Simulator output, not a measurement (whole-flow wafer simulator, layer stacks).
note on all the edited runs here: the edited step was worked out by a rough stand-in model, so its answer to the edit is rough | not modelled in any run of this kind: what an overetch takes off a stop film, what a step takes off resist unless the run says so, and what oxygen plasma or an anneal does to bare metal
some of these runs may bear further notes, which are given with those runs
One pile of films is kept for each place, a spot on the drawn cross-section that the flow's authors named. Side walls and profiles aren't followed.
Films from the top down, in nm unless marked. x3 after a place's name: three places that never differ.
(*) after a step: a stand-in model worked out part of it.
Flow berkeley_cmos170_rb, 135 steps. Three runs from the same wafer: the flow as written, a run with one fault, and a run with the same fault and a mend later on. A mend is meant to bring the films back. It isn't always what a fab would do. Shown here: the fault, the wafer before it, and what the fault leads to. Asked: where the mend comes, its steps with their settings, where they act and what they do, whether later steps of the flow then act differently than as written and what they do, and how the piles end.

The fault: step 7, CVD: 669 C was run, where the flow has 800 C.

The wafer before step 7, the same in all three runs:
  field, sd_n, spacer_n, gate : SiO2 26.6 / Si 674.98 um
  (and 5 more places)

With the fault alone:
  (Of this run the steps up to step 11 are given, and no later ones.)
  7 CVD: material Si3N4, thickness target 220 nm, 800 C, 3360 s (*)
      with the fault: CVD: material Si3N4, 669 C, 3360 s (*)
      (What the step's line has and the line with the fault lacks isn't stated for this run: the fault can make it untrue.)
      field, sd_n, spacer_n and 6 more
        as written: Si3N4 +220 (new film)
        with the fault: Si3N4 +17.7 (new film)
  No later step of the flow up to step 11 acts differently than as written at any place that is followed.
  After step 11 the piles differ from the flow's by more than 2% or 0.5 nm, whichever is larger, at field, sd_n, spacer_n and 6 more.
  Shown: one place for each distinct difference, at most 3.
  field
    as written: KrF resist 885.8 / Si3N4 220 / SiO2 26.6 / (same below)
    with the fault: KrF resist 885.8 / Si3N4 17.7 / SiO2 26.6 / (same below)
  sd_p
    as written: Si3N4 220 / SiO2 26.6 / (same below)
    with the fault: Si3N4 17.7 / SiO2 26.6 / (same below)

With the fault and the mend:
  The mend comes after step 7.
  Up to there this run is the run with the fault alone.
  7a ETCH: chemistry h3po4, depth target 20.21 nm
      field, sd_n, spacer_n and 6 more
        Si3N4 -17.7 (all of it)
  7b CLEAN (*) (the flow's step 1 once more)
      changes no film at any place that is followed
  7c CVD: material Si3N4, thickness target 220 nm, 800 C, 3360 s (*) (the flow's step 7 once more)
      field, sd_n, spacer_n and 6 more
        Si3N4 +220 (new film)
  No later step of the flow acts differently than as written at any place that is followed.
  At the end the piles are the same as the flow's at every place that both follow.
